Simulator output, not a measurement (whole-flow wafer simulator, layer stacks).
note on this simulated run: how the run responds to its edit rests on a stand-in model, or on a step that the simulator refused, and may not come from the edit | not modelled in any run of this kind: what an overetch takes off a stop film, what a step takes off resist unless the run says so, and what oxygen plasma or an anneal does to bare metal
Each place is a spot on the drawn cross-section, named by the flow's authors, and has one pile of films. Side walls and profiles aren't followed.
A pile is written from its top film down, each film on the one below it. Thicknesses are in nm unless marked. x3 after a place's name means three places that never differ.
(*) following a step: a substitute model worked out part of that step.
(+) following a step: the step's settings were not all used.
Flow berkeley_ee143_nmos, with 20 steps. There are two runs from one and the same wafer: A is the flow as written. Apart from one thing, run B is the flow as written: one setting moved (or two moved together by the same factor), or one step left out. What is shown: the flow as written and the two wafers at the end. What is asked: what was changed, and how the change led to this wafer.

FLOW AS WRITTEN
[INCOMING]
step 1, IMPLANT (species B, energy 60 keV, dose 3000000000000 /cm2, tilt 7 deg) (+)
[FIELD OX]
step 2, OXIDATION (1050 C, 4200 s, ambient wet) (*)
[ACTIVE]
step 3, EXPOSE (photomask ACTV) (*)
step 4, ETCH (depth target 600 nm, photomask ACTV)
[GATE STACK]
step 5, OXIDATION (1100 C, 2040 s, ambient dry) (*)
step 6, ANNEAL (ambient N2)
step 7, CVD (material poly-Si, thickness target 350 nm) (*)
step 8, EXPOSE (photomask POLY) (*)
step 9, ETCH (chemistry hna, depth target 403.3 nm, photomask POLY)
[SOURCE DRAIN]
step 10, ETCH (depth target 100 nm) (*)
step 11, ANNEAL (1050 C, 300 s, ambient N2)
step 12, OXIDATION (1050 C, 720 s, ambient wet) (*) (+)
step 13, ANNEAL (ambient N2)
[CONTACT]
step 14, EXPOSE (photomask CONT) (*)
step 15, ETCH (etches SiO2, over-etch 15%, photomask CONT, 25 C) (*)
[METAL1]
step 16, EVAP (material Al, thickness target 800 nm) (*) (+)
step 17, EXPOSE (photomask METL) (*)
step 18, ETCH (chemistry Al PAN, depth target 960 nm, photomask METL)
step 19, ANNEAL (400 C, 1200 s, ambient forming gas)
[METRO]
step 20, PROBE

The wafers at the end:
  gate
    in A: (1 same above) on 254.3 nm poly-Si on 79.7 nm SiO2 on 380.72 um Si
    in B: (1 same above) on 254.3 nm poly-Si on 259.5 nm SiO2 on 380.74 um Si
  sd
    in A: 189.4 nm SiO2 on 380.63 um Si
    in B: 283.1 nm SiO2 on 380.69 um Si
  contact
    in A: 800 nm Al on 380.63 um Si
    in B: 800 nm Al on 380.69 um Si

The reason: step 4, ETCH: depth target 330 nm was run, while the flow as written has depth target 600 nm.

The path from the change to this, step by step:
  step 4, ETCH (depth target 600 nm, photomask ACTV)
      gate, sd, contact: A SiO2 loses 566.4 (all of it) | B SiO2 loses 330
  step 5, OXIDATION (1100 C, 2040 s, ambient dry) (*)
      gate, sd, contact: A SiO2 gains 79.7 (new film), Si loses 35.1 | B SiO2 gains 23.1, Si loses 10.2
  step 10, ETCH (depth target 100 nm) (*)
      sd, contact: A SiO2 loses 79.7 (all of it) | B SiO2 loses 100
  step 12, OXIDATION (1050 C, 720 s, ambient wet) (*) (+)
      sd, contact: A SiO2 gains 189.4 (new film), Si loses 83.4 | B SiO2 gains 123.7, Si loses 54.4
  step 15, ETCH (etches SiO2, over-etch 15%, photomask CONT, 25 C) (*)
      contact: A SiO2 loses 189.4 (all of it) | B SiO2 loses 283.1 (all of it)
